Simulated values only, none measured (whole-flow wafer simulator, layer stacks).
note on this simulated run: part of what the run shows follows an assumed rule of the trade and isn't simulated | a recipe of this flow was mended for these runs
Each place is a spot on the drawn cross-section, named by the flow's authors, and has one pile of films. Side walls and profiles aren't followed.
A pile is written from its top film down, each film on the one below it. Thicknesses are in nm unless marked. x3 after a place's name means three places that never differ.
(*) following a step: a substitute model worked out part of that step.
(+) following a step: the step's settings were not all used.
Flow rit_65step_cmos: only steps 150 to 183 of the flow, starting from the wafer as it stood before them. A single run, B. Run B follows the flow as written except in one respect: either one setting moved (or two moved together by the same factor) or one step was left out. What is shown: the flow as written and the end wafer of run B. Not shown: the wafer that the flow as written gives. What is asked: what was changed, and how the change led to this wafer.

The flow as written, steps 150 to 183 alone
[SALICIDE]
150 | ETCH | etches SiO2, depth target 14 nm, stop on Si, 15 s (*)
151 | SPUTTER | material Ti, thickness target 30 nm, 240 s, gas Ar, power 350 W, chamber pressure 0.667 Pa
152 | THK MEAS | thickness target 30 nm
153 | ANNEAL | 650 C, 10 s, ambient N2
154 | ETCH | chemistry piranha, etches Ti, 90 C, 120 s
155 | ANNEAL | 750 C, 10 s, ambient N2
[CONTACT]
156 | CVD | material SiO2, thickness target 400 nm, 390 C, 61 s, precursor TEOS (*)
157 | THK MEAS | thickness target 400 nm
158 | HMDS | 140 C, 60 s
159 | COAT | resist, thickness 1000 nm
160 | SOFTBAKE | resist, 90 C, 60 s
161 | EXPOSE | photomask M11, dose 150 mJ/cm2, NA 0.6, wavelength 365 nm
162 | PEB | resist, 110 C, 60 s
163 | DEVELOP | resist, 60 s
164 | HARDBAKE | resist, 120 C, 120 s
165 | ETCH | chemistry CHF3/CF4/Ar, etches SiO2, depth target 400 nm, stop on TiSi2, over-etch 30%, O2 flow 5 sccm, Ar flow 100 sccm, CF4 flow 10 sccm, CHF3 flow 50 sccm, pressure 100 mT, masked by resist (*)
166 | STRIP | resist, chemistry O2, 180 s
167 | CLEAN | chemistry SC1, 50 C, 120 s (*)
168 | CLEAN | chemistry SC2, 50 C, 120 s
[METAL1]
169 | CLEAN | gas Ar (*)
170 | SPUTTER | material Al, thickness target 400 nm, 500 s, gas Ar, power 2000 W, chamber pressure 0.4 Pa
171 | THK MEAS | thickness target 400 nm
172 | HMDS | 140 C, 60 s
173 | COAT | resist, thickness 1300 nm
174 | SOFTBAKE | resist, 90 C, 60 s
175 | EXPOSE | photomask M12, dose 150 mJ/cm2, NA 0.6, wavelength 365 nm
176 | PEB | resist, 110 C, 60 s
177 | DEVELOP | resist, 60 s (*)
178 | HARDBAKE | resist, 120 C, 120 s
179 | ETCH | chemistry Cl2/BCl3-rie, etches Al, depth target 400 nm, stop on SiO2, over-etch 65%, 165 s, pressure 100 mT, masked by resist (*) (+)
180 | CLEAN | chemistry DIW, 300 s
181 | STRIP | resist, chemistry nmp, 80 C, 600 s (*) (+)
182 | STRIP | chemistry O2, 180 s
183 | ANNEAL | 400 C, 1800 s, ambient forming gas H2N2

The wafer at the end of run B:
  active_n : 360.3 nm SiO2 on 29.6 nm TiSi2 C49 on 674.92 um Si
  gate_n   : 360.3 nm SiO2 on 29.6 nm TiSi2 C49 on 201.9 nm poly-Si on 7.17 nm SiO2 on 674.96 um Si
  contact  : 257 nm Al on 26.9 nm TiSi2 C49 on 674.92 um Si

Cause: step 151, SPUTTER: thickness target 15 nm was run, though the flow has thickness target 30 nm; step 151, SPUTTER: 120 s was run, where the flow has 240 s.

The path from the change to this, step by step:
  151 | SPUTTER | material Ti, thickness target 30 nm, 240 s, gas Ar, power 350 W, chamber pressure 0.667 Pa
      field, field_pw, field_nw and 11 more: +15 Ti (new film) (it would be, as written: +30 Ti (new film))
  153 | ANNEAL | 650 C, 10 s, ambient N2
      active_n, active_p, sd_n, sd_p, contact, m1: -11.7 Ti, +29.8 TiSi2 C49 (new film), -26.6 Si (it would be, as written: -23.4 Ti, +15 TiSi first (new film), +37.2 TiSi2 C49 (new film), -43.1 Si)
      gate_n, gate_p: -11.7 Ti, +29.8 TiSi2 C49 (new film), -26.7 poly-Si (it would be, as written: -23.4 Ti, +15 TiSi first (new film), +37.2 TiSi2 C49 (new film), -43.3 poly-Si)
  154 | ETCH | chemistry piranha, etches Ti, 90 C, 120 s
      active_n, active_p, gate_n, gate_p, sd_n, sd_p, contact, m1: -3.3 Ti (all of it), -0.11 TiSi2 C49 (it would be, as written: -6.6 Ti (all of it), -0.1 TiSi first)
      field, field_pw, field_nw, field_p, spacer, spacer_p: -15 Ti (all of it) (it would be, as written: -30 Ti (all of it))
  155 | ANNEAL | 750 C, 10 s, ambient N2
      active_n, active_p, sd_n, sd_p, contact, m1: nothing (it would be, as written: +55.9 TiSi2 (new film), -14.9 TiSi first (all of it), -37.2 TiSi2 C49 (all of it), -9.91 Si)
      gate_n, gate_p: nothing (it would be, as written: +55.9 TiSi2 (new film), -14.9 TiSi first (all of it), -37.2 TiSi2 C49 (all of it), -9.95 poly-Si)
  165 | ETCH | chemistry CHF3/CF4/Ar, etches SiO2, depth target 400 nm, stop on TiSi2, over-etch 30%, O2 flow 5 sccm, Ar flow 100 sccm, CF4 flow 10 sccm, CHF3 flow 50 sccm, pressure 100 mT, masked by resist (*)
      contact: -400 SiO2 (all of it) (it would be, as written: -400 SiO2 (all of it), -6 TiSi2)
  169 | CLEAN | gas Ar (*)
      contact: -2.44 TiSi2 C49 (it would be, as written: -2.31 TiSi2)
